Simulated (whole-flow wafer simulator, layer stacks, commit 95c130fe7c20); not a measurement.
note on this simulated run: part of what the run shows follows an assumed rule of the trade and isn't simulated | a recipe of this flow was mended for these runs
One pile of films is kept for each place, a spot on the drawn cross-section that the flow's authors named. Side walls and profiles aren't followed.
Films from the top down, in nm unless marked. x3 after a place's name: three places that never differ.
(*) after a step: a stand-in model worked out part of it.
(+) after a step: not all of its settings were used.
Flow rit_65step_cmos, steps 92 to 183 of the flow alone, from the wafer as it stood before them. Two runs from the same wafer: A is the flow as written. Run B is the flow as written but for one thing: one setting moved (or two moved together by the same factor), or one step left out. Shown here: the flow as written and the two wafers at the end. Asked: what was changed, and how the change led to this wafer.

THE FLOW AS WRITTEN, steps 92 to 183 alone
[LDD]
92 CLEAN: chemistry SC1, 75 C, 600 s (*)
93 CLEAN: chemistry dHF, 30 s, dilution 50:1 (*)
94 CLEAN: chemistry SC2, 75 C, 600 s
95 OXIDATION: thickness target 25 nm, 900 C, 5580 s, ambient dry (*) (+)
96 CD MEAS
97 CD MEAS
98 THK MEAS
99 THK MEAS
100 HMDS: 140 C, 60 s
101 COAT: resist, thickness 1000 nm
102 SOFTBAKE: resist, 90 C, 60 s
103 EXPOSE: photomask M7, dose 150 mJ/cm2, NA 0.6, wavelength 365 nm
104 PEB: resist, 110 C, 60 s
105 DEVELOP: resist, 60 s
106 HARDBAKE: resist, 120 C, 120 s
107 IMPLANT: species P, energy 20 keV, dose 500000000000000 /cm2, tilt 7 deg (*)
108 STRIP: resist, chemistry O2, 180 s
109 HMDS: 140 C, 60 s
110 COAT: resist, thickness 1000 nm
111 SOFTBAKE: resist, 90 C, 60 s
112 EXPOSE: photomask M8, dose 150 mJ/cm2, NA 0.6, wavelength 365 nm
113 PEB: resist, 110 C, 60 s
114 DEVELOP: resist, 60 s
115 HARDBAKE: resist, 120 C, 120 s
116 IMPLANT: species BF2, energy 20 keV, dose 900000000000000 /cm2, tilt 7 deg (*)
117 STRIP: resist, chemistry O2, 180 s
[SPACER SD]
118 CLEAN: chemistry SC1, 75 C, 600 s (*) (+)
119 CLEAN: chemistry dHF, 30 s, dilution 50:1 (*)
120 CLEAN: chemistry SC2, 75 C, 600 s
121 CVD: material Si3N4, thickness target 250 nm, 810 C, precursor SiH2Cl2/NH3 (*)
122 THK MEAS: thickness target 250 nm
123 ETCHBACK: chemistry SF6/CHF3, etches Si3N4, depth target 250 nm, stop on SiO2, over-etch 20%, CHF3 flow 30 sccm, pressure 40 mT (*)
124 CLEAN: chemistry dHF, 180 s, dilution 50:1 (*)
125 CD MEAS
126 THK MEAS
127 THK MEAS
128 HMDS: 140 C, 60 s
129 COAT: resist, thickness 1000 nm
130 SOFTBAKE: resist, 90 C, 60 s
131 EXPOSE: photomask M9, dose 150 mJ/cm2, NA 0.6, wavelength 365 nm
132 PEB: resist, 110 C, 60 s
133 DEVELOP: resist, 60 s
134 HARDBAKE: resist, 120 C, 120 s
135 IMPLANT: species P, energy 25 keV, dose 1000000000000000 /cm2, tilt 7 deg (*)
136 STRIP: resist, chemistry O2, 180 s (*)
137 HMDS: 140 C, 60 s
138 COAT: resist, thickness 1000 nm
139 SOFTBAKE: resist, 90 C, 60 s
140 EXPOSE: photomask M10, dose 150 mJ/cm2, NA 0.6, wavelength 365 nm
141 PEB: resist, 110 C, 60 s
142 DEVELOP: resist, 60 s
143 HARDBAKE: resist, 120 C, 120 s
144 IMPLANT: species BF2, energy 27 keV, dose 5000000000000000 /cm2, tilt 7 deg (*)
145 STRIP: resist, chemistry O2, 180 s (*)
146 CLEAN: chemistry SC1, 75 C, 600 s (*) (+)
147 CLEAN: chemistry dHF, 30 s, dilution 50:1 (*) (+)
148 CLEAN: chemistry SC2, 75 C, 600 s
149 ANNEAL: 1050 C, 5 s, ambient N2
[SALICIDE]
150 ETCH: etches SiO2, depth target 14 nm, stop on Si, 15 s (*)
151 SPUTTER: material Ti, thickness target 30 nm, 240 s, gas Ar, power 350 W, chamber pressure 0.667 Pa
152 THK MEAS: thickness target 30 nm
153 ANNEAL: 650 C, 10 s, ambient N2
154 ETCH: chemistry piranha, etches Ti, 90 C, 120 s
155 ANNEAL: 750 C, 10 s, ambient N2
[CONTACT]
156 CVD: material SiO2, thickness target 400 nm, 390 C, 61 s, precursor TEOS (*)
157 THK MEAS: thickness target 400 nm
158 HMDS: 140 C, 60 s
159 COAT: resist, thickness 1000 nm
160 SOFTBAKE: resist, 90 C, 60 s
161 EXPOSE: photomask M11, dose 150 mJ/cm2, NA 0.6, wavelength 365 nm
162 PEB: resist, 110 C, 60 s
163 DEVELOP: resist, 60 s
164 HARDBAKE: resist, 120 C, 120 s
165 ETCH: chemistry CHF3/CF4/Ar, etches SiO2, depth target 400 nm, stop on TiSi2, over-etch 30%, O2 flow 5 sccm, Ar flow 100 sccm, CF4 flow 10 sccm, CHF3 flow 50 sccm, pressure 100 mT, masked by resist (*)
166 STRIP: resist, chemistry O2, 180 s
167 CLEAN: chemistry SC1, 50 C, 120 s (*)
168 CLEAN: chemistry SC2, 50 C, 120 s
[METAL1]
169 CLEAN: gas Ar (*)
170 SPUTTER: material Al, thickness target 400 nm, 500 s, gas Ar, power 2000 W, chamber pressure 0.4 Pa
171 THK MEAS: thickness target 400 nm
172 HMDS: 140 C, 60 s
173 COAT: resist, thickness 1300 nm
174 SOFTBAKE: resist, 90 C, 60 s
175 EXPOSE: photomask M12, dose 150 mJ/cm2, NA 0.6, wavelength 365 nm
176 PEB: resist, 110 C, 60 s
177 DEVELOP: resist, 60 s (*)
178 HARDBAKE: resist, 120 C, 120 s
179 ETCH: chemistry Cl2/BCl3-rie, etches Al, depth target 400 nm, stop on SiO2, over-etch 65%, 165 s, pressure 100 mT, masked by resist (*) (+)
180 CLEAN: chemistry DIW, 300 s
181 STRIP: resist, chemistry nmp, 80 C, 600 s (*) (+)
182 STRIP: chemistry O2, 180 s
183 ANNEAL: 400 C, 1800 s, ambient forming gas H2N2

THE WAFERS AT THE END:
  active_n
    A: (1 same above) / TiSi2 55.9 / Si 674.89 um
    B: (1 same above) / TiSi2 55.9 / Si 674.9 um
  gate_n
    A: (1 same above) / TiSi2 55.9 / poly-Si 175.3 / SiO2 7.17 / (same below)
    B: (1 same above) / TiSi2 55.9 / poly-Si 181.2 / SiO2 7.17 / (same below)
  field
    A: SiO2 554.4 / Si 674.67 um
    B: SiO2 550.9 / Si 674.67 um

The cause: step 95, OXIDATION: 2400 s was run, where the flow has 5580 s.

How the change led to this, step by step:
  95 OXIDATION: thickness target 25 nm, 900 C, 5580 s, ambient dry (*) (+)
      active_n, active_p, spacer, spacer_p, sd_n, sd_p, contact, m1: A SiO2 +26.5 (new film), chemical SiO2 -0.4 (all of it), Si -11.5 | B SiO2 +16.2 (new film), chemical SiO2 -0.4 (all of it), Si -6.94
      field, field_pw: A SiO2 +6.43, Si -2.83 | B SiO2 +2.94, Si -1.29
      (and at 4 more places)
  123 ETCHBACK: chemistry SF6/CHF3, etches Si3N4, depth target 250 nm, stop on SiO2, over-etch 20%, CHF3 flow 30 sccm, pressure 40 mT (*)
      spacer, spacer_p: A Si3N4 -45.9 | B Si3N4 -47.6
  124 CLEAN: chemistry dHF, 180 s, dilution 50:1 (*)
      active_n, sd_n, contact, m1: A SiO2 -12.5 (all of it) | B SiO2 -2.21 (all of it)
      active_p, sd_p: A SiO2 -12 (all of it) | B SiO2 -1.61 (all of it)
      (and at 2 more places)
